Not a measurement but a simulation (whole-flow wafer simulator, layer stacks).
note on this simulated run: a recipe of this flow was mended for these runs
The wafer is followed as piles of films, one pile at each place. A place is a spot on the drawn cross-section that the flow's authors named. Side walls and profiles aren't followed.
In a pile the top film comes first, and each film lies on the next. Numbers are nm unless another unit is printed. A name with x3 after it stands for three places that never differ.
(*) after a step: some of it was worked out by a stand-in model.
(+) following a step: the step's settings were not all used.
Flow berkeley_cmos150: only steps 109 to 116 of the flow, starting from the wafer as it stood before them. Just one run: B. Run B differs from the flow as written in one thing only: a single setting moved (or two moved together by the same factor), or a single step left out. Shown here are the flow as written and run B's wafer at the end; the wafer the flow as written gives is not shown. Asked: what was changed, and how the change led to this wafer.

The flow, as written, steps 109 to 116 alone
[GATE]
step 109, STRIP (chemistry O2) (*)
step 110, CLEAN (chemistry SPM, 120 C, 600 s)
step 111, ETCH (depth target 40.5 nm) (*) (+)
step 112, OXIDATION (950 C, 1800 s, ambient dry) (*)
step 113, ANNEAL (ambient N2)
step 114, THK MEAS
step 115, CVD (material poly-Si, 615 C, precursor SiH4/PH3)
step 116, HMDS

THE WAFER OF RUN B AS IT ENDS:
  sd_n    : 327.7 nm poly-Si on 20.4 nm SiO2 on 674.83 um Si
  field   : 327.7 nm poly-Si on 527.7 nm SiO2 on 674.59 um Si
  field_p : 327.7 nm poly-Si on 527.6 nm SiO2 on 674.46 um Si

What caused this: step 115, CVD: 627 C was run, while the flow as written has 615 C.

How this came from the change, step by step:
  step 115, CVD (material poly-Si, 615 C, precursor SiH4/PH3)
      field, field_p, sd_n, gate_n, sd_p x2, contact, m1: poly-Si gains 327.7 (new film) (in the flow as written it would be: poly-Si gains 251.5 (new film))
